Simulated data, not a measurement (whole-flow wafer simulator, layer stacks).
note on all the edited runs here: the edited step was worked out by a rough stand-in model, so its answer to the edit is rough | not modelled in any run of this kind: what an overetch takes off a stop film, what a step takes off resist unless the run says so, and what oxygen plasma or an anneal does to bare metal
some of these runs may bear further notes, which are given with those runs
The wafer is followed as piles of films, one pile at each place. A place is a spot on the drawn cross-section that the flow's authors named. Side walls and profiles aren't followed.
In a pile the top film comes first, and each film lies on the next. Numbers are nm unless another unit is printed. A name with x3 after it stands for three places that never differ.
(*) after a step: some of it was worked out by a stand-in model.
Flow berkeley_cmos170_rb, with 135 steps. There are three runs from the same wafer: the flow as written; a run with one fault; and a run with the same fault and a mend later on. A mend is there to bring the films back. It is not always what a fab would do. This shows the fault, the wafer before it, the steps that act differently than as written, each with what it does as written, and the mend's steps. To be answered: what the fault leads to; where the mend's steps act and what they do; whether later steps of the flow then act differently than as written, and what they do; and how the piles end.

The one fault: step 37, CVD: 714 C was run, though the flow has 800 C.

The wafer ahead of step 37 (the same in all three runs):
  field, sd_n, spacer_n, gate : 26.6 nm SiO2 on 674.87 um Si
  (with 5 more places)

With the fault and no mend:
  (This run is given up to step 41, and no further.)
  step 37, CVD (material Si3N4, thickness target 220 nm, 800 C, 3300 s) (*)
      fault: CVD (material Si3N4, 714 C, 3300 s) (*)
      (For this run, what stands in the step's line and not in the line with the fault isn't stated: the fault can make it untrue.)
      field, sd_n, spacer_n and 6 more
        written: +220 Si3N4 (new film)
        fault: +48.7 Si3N4 (new film)
  Later steps of the flow up to step 41 that are run all act as written at every place that is followed.
  Once step 41 is done, the piles at field, sd_n, spacer_n and 6 more depart from the flow's by more than 2% or 0.5 nm, whichever is larger.
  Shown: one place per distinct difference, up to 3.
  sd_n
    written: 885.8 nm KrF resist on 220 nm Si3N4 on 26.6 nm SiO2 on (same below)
    fault: 885.8 nm KrF resist on 48.7 nm Si3N4 on 26.6 nm SiO2 on (same below)
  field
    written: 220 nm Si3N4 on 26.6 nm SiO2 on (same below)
    fault: 48.7 nm Si3N4 on 26.6 nm SiO2 on (same below)

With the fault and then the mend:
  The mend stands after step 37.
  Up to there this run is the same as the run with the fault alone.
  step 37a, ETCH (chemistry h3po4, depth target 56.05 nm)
      field, sd_n, spacer_n and 6 more
        -48.7 Si3N4 (all of it)
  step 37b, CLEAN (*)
      does not change any film at any place that is followed
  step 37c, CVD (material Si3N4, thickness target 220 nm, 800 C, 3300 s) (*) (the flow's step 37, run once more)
      field, sd_n, spacer_n and 6 more
        +220 Si3N4 (new film)
  Later steps of the flow that are run all act as written at every place that is followed.
  At every place that both follow, the piles at the end match the flow's.
